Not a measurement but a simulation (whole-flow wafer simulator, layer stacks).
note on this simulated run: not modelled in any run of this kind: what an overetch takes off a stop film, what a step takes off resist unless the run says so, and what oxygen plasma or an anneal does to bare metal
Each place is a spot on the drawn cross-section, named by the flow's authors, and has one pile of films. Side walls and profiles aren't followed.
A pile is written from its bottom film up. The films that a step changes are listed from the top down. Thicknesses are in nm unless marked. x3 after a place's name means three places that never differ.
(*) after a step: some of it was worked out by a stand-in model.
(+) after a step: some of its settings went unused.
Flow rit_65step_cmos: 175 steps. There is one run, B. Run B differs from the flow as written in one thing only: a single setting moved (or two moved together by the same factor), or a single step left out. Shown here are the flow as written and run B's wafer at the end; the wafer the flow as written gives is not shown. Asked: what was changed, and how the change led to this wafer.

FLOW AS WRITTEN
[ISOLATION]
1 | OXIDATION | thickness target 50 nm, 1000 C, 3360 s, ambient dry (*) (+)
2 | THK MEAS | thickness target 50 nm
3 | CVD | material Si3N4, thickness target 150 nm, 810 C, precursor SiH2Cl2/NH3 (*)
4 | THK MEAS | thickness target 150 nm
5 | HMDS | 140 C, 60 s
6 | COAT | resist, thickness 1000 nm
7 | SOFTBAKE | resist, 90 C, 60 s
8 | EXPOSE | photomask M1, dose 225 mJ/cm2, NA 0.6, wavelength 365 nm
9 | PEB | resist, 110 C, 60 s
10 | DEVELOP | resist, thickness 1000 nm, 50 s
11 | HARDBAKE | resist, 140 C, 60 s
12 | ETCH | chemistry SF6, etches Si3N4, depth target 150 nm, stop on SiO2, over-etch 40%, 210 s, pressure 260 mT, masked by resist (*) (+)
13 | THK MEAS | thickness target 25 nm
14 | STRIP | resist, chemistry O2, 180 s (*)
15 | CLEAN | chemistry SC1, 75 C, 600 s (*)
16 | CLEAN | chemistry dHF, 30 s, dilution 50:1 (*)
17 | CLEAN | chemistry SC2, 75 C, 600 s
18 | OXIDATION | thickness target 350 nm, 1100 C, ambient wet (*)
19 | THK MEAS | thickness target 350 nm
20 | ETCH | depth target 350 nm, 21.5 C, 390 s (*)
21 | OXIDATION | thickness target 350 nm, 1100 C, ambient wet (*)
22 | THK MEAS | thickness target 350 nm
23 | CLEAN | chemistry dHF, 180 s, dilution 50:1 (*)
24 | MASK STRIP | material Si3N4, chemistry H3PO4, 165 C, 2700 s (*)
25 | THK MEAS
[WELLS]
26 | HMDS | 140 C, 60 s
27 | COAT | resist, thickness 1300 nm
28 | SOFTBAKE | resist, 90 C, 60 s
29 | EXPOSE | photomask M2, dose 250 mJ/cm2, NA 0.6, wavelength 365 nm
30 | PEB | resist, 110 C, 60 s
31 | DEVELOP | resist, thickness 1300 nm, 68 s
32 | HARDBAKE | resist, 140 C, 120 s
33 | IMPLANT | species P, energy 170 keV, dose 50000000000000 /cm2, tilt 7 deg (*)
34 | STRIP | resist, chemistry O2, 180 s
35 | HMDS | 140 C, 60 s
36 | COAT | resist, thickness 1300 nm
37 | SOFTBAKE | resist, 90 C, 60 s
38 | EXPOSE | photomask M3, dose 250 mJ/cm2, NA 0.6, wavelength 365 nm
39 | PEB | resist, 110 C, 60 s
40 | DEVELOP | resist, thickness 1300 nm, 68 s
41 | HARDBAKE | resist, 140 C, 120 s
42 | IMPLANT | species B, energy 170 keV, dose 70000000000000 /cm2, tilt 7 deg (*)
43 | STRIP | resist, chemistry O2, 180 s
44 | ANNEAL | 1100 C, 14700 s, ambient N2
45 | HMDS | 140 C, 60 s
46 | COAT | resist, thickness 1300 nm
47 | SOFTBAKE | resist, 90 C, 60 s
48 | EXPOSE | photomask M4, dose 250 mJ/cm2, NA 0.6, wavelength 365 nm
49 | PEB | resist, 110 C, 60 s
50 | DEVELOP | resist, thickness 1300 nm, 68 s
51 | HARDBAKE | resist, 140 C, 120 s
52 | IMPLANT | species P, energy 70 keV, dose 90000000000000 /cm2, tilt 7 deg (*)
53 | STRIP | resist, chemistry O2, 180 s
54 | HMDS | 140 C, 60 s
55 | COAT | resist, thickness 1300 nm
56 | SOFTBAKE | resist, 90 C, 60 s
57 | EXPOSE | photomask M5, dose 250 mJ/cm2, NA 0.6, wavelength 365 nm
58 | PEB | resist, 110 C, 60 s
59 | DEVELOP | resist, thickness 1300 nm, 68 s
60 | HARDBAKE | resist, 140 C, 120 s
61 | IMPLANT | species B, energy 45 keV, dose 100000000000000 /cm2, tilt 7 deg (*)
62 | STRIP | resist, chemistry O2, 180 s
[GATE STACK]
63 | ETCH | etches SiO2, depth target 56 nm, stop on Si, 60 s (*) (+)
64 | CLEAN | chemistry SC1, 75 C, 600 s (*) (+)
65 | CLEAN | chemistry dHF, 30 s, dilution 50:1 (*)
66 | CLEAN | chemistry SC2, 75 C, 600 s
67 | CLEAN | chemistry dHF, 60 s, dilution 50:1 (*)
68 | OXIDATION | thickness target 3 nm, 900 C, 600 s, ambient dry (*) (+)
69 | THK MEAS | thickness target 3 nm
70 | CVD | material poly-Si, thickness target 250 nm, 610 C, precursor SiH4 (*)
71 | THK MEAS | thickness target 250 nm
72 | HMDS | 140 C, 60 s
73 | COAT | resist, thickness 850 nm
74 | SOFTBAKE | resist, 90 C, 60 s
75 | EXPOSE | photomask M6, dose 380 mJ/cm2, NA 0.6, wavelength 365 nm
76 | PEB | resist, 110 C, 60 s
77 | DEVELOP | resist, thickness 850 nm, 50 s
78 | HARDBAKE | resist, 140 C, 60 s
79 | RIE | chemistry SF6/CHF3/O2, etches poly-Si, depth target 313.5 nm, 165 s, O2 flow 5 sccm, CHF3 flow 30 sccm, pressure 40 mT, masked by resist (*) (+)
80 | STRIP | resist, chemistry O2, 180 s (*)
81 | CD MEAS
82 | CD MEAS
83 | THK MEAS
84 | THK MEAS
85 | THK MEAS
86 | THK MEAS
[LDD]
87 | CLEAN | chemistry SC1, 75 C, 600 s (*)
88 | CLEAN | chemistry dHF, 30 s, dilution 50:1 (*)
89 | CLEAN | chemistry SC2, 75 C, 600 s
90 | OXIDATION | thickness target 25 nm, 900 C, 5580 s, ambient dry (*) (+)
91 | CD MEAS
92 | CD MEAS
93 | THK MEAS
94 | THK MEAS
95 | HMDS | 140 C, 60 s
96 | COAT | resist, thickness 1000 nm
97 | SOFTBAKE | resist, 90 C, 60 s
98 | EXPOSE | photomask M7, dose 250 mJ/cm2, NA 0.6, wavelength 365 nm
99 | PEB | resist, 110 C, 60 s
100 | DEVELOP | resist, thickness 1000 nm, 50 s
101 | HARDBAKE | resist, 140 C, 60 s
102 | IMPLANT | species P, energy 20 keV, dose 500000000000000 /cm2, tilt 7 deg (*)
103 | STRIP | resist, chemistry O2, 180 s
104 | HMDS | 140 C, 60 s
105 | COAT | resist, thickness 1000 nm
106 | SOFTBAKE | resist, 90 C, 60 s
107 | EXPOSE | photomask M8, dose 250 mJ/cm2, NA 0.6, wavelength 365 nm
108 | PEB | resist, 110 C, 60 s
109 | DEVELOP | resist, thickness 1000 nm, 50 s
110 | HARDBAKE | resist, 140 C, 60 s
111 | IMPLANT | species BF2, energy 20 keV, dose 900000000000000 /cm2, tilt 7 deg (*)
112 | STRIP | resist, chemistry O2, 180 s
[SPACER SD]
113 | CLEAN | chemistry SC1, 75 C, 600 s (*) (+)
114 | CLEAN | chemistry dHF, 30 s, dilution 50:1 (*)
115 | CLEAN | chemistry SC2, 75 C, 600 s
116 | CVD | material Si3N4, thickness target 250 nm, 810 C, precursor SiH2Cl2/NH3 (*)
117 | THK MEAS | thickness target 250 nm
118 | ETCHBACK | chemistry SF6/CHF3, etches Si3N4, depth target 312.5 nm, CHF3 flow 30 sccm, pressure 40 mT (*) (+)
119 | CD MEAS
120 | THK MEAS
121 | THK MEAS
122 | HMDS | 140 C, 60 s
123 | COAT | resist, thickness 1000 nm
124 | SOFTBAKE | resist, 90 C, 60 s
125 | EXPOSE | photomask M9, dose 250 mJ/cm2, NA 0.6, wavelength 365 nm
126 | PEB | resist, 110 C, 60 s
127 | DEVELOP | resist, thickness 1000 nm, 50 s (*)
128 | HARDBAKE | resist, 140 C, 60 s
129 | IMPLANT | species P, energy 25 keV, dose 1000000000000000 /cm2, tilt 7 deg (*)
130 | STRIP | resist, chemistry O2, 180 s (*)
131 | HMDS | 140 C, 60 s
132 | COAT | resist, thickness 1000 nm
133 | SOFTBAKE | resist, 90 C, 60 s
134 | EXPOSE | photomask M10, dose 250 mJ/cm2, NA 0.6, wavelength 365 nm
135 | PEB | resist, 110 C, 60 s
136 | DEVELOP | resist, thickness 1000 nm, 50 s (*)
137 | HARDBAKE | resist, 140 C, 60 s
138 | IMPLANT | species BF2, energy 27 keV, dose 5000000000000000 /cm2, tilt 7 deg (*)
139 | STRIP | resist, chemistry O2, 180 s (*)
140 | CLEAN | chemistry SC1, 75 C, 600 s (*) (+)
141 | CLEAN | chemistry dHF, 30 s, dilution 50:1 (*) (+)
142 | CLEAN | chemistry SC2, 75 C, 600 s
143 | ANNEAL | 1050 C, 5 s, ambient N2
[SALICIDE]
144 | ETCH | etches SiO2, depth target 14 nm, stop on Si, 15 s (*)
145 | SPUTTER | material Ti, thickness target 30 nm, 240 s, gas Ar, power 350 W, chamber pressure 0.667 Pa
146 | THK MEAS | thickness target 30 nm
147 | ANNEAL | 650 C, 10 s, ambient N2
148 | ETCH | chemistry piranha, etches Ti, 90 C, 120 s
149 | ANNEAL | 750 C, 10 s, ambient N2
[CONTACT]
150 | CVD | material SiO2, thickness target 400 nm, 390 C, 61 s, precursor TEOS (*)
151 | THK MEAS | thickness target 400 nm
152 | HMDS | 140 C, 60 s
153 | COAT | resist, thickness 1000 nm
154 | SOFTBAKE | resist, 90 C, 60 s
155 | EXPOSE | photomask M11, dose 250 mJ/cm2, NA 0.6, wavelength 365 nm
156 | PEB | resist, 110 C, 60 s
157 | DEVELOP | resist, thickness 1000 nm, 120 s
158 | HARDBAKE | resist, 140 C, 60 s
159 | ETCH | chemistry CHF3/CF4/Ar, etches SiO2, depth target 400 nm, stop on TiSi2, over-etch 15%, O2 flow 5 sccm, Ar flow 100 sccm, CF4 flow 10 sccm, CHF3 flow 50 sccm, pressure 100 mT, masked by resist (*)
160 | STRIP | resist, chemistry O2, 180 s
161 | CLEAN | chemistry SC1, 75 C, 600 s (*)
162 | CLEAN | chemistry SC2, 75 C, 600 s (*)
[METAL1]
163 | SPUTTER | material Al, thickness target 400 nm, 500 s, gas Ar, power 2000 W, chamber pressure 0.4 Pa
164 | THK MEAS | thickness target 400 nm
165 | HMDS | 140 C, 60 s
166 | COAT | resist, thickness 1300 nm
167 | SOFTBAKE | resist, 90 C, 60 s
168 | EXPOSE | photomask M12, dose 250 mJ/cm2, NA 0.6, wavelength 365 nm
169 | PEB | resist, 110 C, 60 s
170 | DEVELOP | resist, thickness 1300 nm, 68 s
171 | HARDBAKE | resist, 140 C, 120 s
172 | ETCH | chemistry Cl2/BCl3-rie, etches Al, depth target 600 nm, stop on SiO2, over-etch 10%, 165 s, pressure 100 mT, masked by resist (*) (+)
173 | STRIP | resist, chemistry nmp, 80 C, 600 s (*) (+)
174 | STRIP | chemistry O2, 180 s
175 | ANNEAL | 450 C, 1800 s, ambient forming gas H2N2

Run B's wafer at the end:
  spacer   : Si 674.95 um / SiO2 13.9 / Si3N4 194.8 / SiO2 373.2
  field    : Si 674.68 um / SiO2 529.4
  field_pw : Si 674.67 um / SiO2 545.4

The reason: step 163, SPUTTER: power 2392 W was run, whereas the flow has power 2000 W.

Step by step, how the change led to this:
  163 | SPUTTER | material Al, thickness target 400 nm, 500 s, gas Ar, power 2000 W, chamber pressure 0.4 Pa
      field, field_pw, field_p, spacer, spacer_p: Al gains 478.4 (new film) (as written it would have been: Al gains 400 (new film))
      gate_n, gate_p: Al gains 469.2 (new film) (as written it would have been: Al gains 396 (new film))
      (and at 1 other place as well)
  172 | ETCH | chemistry Cl2/BCl3-rie, etches Al, depth target 600 nm, stop on SiO2, over-etch 10%, 165 s, pressure 100 mT, masked by resist (*) (+)
      field, field_pw, field_p, spacer, spacer_p: Al loses 478.4 (all of it), SiO2 loses 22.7 (as written it would have been: Al loses 400 (all of it), SiO2 loses 32.5)
      gate_n, gate_p: Al loses 469.2 (all of it), SiO2 loses 23.9 (as written it would have been: Al loses 396 (all of it), SiO2 loses 33)
      (and at 1 other place as well)
